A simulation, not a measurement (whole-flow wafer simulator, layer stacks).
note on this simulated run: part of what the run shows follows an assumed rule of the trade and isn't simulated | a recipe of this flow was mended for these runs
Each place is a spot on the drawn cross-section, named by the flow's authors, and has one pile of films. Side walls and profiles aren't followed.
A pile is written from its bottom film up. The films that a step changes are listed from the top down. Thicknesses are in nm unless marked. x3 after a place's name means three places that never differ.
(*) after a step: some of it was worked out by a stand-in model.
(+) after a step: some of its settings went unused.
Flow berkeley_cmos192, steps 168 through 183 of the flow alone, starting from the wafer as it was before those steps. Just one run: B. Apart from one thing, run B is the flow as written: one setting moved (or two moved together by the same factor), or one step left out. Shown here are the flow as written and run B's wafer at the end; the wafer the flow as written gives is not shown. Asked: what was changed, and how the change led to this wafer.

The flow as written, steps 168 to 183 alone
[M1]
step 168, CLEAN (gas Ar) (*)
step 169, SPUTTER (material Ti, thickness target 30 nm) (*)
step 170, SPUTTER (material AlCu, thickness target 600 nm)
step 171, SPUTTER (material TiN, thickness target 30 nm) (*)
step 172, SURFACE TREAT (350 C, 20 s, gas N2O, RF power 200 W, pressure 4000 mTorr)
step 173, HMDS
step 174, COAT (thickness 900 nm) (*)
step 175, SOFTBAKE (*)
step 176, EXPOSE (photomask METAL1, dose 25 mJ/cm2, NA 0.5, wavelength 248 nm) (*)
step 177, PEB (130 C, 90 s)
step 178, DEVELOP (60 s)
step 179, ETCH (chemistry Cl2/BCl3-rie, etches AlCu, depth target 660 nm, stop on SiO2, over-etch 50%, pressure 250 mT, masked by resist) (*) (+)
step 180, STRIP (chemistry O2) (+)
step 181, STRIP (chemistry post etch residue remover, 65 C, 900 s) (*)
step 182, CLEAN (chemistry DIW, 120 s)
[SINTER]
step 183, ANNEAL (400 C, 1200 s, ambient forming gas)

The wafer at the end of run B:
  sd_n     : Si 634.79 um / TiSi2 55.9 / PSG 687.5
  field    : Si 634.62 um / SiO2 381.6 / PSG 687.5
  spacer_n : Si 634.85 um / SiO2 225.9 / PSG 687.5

What caused this: step 170, SPUTTER: thickness target 930 nm was run, while the flow as written has thickness target 600 nm.

Step by step, how the change led to this:
  step 170, SPUTTER (material AlCu, thickness target 600 nm)
      field, sd_n, spacer_n, gate, spacer_p, gate_p, m1: +930 AlCu (new film) (it would be, as written: +600 AlCu (new film))
      sd_p: +880.8 AlCu (new film) (it would be, as written: +557.4 AlCu (new film))
      (also at 1 further place)
  step 171, SPUTTER (material TiN, thickness target 30 nm) (*)
      contact: +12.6 TiN (new film) (it would be, as written: +16 TiN (new film))
  step 174, COAT (thickness 900 nm) (*)
      contact: +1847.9 KrF-resist (new film) (it would be, as written: +1717.4 KrF-resist (new film))
  step 179, ETCH (chemistry Cl2/BCl3-rie, etches AlCu, depth target 660 nm, stop on SiO2, over-etch 50%, pressure 250 mT, masked by resist) (*) (+)
      field, sd_n, spacer_n, gate, spacer_p, gate_p: -30 TiN (all of it), -930 AlCu (all of it), -30 Ti (all of it), -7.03 PSG (it would be, as written: -30 TiN (all of it), -600 AlCu (all of it), -30 Ti (all of it), -41.2 PSG)
      sd_p: -26.1 TiN (all of it), -880.8 AlCu (all of it), -26.8 Ti (all of it), -7.03 PSG (it would be, as written: -26.2 TiN (all of it), -557.4 AlCu (all of it), -26.8 Ti (all of it), -47.4 PSG)
  step 180, STRIP (chemistry O2) (+)
      contact: -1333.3 KrF-resist (all of it) (it would be, as written: -1203.2 KrF-resist (all of it))
